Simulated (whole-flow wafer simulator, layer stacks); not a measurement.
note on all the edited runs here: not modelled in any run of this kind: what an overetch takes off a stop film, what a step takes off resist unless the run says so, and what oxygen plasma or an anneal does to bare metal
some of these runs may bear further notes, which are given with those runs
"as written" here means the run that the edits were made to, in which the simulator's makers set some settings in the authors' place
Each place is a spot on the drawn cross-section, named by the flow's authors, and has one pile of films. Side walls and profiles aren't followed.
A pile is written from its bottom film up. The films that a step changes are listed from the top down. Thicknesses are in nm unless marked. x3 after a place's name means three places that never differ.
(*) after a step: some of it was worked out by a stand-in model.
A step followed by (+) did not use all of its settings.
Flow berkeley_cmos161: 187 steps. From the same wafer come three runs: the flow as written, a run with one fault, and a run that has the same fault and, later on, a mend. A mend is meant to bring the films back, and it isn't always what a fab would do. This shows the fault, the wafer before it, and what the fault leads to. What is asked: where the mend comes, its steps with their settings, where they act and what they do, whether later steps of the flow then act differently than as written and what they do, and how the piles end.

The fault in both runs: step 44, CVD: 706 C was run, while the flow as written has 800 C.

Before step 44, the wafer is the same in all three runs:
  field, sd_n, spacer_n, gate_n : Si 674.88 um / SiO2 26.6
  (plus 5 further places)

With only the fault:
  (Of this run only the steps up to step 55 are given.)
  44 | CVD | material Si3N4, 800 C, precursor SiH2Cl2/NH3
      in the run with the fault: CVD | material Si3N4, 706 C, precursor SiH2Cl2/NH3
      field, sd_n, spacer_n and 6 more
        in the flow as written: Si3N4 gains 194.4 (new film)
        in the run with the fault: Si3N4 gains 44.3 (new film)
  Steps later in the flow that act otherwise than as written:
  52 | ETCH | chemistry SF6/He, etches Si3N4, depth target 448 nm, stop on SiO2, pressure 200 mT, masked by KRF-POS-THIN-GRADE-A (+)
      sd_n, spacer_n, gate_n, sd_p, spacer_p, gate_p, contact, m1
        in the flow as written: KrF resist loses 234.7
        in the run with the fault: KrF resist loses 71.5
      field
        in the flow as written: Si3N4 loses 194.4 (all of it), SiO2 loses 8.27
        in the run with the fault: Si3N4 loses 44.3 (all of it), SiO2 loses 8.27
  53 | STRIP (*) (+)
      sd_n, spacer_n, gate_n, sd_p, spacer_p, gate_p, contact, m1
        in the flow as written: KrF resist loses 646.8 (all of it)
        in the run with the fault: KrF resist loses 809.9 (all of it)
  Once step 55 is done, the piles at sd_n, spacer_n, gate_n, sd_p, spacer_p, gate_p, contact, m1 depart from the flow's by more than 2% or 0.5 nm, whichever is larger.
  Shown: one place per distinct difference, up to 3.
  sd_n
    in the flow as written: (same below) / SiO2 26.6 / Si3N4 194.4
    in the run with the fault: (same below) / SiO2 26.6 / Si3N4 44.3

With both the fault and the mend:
  The mend stands after step 44.
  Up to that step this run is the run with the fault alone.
  44a | ETCH | chemistry h3po4, depth target 50.94 nm
      field, sd_n, spacer_n and 6 more
        Si3N4 loses 44.3 (all of it)
  44b | CLEAN | chemistry SPM (the flow's step 36 again)
      leaves every film unchanged at each place that is followed
  44c | CVD | material Si3N4, 800 C, precursor SiH2Cl2/NH3 (the flow's step 44 again)
      field, sd_n, spacer_n and 6 more
        Si3N4 gains 194.4 (new film)
  Every later step of the flow that is run acts as written at every place that is followed.
  At every place that both follow, the piles at the end match the flow's.
